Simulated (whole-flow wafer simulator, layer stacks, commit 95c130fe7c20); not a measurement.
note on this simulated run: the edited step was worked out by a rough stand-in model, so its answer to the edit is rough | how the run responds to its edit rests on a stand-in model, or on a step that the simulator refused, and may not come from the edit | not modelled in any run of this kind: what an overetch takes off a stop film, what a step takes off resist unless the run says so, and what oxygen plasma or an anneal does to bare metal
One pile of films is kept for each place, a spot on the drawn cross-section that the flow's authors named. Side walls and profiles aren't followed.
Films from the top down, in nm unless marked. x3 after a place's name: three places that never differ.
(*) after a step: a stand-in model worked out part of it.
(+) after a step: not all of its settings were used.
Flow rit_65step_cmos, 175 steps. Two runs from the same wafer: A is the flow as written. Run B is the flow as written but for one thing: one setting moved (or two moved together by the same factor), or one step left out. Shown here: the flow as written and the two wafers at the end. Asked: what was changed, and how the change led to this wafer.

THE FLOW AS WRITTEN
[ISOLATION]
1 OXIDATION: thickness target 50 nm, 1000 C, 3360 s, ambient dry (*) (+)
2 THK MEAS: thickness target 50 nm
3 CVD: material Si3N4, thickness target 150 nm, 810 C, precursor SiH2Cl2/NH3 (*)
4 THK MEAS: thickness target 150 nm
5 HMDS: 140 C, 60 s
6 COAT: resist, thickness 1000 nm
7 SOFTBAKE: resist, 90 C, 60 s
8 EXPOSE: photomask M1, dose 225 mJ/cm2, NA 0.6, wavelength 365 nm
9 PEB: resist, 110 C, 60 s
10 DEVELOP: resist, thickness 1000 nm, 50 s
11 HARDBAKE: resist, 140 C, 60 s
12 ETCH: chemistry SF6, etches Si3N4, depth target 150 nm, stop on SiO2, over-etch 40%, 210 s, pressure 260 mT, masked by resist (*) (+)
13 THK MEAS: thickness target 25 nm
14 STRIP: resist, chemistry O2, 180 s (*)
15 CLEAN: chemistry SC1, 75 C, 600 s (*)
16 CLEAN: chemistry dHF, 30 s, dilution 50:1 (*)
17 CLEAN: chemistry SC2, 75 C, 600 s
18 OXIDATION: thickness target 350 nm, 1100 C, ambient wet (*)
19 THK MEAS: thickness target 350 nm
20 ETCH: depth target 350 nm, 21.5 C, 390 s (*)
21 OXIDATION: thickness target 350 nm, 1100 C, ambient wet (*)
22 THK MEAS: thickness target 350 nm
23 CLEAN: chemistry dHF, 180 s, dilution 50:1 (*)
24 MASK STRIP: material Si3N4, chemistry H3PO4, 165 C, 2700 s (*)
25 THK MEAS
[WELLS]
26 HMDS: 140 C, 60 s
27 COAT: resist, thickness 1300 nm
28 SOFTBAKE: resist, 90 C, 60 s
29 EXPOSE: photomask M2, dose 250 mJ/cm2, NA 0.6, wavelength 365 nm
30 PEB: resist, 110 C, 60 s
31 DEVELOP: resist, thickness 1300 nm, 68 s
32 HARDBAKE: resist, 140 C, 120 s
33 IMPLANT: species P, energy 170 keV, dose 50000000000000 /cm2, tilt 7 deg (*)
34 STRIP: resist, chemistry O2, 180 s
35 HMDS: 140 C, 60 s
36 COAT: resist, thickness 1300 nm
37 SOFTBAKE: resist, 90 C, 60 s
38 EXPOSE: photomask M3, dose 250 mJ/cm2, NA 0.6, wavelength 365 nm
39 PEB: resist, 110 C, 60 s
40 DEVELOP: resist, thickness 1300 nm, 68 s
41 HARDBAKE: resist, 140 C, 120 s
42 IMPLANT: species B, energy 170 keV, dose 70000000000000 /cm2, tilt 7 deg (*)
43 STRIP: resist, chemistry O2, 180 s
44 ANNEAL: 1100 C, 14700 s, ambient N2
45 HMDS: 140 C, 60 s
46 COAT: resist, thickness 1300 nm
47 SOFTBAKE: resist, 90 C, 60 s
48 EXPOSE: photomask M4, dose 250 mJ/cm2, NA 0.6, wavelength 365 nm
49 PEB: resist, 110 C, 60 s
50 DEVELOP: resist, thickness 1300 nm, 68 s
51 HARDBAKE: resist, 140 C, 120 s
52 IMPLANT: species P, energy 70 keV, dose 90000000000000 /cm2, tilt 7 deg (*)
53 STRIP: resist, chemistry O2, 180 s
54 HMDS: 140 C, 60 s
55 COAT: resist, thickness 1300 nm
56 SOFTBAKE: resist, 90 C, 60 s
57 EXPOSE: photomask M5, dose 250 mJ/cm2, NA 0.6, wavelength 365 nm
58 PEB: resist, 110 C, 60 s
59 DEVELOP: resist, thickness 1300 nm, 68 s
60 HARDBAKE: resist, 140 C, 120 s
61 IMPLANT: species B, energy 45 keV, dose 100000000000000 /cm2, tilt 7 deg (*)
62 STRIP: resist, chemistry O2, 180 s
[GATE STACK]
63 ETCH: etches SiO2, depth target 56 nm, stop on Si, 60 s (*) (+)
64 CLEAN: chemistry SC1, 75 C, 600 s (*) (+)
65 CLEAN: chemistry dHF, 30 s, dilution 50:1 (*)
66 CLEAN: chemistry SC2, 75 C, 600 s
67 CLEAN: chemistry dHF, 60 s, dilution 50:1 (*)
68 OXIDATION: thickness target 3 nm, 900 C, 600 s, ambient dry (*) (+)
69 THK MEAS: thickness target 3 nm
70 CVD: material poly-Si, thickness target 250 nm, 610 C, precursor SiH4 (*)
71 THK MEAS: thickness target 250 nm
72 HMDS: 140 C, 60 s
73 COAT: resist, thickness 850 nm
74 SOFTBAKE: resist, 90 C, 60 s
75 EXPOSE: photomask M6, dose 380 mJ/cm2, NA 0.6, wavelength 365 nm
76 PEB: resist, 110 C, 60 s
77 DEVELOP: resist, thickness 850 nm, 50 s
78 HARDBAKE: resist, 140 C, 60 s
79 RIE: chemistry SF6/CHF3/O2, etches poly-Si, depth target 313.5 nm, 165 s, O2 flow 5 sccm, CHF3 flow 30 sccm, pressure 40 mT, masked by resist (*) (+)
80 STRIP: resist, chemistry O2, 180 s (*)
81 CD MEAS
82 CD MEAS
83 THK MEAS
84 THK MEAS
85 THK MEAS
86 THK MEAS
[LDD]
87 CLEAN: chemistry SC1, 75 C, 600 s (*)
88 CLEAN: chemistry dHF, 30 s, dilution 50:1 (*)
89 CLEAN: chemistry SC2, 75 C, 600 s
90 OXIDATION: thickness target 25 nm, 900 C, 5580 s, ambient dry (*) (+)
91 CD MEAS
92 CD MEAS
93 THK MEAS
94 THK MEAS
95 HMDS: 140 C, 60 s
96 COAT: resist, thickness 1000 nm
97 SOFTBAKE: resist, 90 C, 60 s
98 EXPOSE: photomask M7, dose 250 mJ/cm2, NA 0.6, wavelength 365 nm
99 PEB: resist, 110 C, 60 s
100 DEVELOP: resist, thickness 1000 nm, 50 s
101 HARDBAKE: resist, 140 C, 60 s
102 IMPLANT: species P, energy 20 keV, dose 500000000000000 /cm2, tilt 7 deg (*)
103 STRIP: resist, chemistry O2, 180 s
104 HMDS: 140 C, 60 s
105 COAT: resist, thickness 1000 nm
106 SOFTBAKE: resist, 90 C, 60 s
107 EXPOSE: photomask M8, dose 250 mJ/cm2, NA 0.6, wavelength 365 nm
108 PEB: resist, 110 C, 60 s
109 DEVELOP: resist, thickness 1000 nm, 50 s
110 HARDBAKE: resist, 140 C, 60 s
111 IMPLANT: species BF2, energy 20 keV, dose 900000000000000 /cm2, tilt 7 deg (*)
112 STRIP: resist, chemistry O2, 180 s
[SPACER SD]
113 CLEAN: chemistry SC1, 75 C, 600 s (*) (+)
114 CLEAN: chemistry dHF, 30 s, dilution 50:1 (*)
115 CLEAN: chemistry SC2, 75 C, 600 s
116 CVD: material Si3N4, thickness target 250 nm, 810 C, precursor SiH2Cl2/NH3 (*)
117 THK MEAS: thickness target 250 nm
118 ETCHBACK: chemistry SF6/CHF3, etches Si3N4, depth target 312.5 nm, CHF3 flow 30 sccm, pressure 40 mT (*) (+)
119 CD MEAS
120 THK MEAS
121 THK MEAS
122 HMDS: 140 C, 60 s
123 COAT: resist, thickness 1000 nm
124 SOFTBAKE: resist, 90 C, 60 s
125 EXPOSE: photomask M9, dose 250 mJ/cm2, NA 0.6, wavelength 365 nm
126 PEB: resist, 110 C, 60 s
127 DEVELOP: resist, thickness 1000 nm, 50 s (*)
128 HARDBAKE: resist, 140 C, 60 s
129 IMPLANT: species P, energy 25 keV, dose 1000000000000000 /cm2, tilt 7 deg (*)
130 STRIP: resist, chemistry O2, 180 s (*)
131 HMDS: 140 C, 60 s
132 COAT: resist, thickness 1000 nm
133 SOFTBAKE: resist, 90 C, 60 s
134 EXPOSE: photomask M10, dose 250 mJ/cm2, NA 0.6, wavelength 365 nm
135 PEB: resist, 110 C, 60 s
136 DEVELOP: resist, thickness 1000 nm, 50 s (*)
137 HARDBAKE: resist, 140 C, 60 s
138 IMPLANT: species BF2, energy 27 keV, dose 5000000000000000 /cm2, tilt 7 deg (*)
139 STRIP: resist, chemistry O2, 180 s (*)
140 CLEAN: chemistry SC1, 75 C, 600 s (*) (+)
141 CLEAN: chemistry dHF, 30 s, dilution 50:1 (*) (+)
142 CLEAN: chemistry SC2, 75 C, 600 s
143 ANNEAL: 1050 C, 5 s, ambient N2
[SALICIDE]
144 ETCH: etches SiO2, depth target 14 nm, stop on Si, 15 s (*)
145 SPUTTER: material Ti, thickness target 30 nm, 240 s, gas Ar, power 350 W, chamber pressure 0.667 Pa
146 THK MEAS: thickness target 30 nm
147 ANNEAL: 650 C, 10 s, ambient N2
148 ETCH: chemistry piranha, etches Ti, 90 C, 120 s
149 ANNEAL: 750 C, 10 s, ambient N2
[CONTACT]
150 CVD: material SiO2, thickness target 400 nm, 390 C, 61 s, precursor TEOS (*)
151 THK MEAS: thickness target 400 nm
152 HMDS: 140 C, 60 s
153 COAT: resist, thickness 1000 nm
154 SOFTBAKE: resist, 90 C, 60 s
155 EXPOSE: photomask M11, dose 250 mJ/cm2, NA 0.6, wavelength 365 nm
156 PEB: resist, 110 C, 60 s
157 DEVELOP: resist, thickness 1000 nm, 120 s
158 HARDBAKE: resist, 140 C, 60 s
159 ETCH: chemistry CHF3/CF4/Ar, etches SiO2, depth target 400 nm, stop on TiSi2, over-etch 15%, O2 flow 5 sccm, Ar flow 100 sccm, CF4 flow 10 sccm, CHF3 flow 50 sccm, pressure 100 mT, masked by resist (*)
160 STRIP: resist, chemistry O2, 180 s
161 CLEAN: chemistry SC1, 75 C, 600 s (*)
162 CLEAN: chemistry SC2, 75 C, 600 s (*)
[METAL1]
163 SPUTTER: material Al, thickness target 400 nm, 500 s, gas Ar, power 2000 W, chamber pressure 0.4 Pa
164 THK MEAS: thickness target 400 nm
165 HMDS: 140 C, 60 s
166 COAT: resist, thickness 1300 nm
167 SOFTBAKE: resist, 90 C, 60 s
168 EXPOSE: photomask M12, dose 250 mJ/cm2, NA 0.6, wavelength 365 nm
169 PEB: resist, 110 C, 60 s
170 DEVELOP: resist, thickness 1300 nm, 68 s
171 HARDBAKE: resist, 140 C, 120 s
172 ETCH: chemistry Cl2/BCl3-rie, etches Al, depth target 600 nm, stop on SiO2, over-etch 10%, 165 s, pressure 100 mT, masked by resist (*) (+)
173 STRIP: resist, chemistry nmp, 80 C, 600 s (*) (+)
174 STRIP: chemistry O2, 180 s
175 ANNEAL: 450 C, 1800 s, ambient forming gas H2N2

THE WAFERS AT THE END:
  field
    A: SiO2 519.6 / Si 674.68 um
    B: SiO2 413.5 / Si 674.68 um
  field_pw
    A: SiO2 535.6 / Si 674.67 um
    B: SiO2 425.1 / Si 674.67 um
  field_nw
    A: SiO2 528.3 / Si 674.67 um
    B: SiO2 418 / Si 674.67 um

The cause: step 116, CVD: thickness target 112 nm was run, where the flow has thickness target 250 nm.

How the change led to this, step by step:
  116 CVD: material Si3N4, thickness target 250 nm, 810 C, precursor SiH2Cl2/NH3 (*)
      field, field_pw, field_nw and 11 more: A Si3N4 +250 (new film) | B Si3N4 +112 (new film)
  118 ETCHBACK: chemistry SF6/CHF3, etches Si3N4, depth target 312.5 nm, CHF3 flow 30 sccm, pressure 40 mT (*) (+)
      field, field_pw, field_nw, field_p: A Si3N4 -250 (all of it), SiO2 -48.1 | B Si3N4 -112 (all of it), SiO2 -154.2
  123 COAT: resist, thickness 1000 nm
      field: A resist +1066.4 (new film) | B resist +1137.6 (new film)
      field_pw: A resist +1044.8 (new film) | B resist +1095.4 (new film)
      (and at 2 more places)
  126 PEB: resist, 110 C, 60 s
      field: A resist -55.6 | B resist -59.5
      field_pw: A resist -54.3 | B resist -57.1
      (and at 2 more places)
  127 DEVELOP: resist, thickness 1000 nm, 50 s (*)
      field: A resist -1010.9 (all of it) | B resist -1078.2 (all of it)
  128 HARDBAKE: resist, 140 C, 60 s
      field_pw: A resist -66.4 | B resist -70.3
      field_nw: A resist -67.1 | B resist -70.7
      (and at 1 more place)
  130 STRIP: resist, chemistry O2, 180 s (*)
      field_pw: A resist -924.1 (all of it) | B resist -967.9 (all of it)
      field_nw: A resist -928.7 (all of it) | B resist -972.9 (all of it)
      (and at 1 more place)
  132 COAT: resist, thickness 1000 nm
      field: A resist +1067 (new film) | B resist +1138.4 (new film)
      field_pw: A resist +1045.2 (new film) | B resist +1095.7 (new film)
      (and at 2 more places)
  135 PEB: resist, 110 C, 60 s
      field: A resist -55.6 | B resist -59.5
      field_pw: A resist -54.3 | B resist -57.2
      (and at 2 more places)
  136 DEVELOP: resist, thickness 1000 nm, 50 s (*)
      field_p: A resist -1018 (all of it) | B resist -1085.1 (all of it)
  137 HARDBAKE: resist, 140 C, 60 s
      field: A resist -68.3 | B resist -73.4
      field_pw: A resist -66.4 | B resist -70.3
      (and at 1 more place)
  139 STRIP: resist, chemistry O2, 180 s (*)
      field: A resist -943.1 (all of it) | B resist -1005.5 (all of it)
      field_pw: A resist -924.5 (all of it) | B resist -968.2 (all of it)
      (and at 1 more place)
  153 COAT: resist, thickness 1000 nm
      field: A resist +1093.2 (new film) | B resist +1171.7 (new film)
      field_pw: A resist +1057.8 (new film) | B resist +1112.4 (new film)
      (and at 2 more places)
  156 PEB: resist, 110 C, 60 s
      field: A resist -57 | B resist -61.3
      field_pw: A resist -55.1 | B resist -58.1
      (and at 2 more places)
  158 HARDBAKE: resist, 140 C, 60 s
      field: A resist -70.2 | B resist -75.7
      field_pw: A resist -67.6 | B resist -71.5
      (and at 2 more places)
  160 STRIP: resist, chemistry O2, 180 s
      field: A resist -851 (all of it) | B resist -919.7 (all of it)
      field_pw: A resist -820.1 (all of it) | B resist -867.8 (all of it)
      (and at 2 more places)
  ... 2 more steps ...
  170 DEVELOP: resist, thickness 1300 nm, 68 s
      field: A resist -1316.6 (all of it) | B resist -1394.6 (all of it)
      field_pw: A resist -1285.5 (all of it) | B resist -1341.5 (all of it)
      (and at 2 more places)
